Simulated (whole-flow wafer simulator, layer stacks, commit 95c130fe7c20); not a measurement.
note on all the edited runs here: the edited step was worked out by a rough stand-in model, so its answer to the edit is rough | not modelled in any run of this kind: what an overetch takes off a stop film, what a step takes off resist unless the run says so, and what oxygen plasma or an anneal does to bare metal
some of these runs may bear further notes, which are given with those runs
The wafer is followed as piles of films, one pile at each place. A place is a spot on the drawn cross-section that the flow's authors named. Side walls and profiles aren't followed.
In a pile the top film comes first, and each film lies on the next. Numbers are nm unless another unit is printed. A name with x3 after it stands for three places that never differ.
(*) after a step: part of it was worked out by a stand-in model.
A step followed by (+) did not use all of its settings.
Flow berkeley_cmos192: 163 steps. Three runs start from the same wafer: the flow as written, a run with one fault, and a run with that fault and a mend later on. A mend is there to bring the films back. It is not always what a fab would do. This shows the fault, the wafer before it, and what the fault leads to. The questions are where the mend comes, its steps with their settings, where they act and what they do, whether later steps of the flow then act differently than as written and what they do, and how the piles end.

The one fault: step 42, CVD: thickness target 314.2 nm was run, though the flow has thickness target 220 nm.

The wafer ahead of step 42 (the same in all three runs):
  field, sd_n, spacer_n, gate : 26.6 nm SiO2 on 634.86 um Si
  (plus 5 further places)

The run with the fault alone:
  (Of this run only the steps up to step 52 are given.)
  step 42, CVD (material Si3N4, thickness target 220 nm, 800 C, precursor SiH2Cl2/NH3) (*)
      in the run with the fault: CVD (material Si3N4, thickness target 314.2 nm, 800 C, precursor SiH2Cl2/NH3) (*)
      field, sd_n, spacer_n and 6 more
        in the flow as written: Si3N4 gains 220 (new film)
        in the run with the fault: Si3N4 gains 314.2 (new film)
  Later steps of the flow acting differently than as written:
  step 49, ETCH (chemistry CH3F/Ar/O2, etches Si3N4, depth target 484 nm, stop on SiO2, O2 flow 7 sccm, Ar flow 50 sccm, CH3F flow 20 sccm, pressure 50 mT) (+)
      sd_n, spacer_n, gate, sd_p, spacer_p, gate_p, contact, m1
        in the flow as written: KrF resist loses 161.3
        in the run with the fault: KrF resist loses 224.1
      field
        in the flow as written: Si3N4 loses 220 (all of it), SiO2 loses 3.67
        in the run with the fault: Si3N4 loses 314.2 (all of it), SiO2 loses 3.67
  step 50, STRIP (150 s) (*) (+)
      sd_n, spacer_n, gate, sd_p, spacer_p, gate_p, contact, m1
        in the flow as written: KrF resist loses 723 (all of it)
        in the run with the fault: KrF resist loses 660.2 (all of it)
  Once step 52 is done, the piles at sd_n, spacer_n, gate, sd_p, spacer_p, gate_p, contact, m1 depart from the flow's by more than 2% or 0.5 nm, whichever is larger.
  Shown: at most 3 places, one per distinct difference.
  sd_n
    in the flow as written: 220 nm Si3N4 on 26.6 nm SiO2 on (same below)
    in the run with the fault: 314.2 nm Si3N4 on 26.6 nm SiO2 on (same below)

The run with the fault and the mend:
  The mend follows step 42.
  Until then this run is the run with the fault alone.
  step 42a, ETCH (chemistry h3po4, depth target 94.2 nm)
      field, sd_n, spacer_n and 6 more
        Si3N4 loses 94.2
  None of the later steps of the flow acts differently than as written at any place that is followed.
  At every place that both follow, the piles at the end match the flow's.
